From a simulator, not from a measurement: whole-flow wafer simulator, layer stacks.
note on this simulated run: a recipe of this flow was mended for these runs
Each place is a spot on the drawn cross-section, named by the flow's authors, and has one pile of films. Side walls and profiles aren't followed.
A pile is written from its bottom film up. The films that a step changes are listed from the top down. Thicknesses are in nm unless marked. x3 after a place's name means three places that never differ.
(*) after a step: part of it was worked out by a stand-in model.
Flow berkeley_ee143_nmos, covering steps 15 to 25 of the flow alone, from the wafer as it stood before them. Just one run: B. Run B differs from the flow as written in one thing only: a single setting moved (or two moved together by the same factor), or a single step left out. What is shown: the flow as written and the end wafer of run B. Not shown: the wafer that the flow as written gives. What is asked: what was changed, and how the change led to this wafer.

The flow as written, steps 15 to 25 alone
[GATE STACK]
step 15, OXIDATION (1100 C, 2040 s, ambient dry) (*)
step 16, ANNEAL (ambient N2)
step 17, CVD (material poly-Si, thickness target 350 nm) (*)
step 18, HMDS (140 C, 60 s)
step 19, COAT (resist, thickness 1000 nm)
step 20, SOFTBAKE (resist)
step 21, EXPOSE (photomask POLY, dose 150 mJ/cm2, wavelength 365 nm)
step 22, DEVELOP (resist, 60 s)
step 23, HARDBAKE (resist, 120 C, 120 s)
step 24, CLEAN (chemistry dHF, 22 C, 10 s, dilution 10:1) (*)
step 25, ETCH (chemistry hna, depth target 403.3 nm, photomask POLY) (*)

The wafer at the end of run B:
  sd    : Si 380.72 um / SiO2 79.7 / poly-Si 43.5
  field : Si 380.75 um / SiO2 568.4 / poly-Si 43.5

The reason: step 25, ETCH: depth target 306.5 nm was run, though the flow has depth target 403.3 nm.

The path from the change to this, step by step:
  step 25, ETCH (chemistry hna, depth target 403.3 nm, photomask POLY) (*)
      sd, contact, field: poly-Si loses 306.5 (in the flow as written it would be: poly-Si loses 350 (all of it), SiO2 loses 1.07)
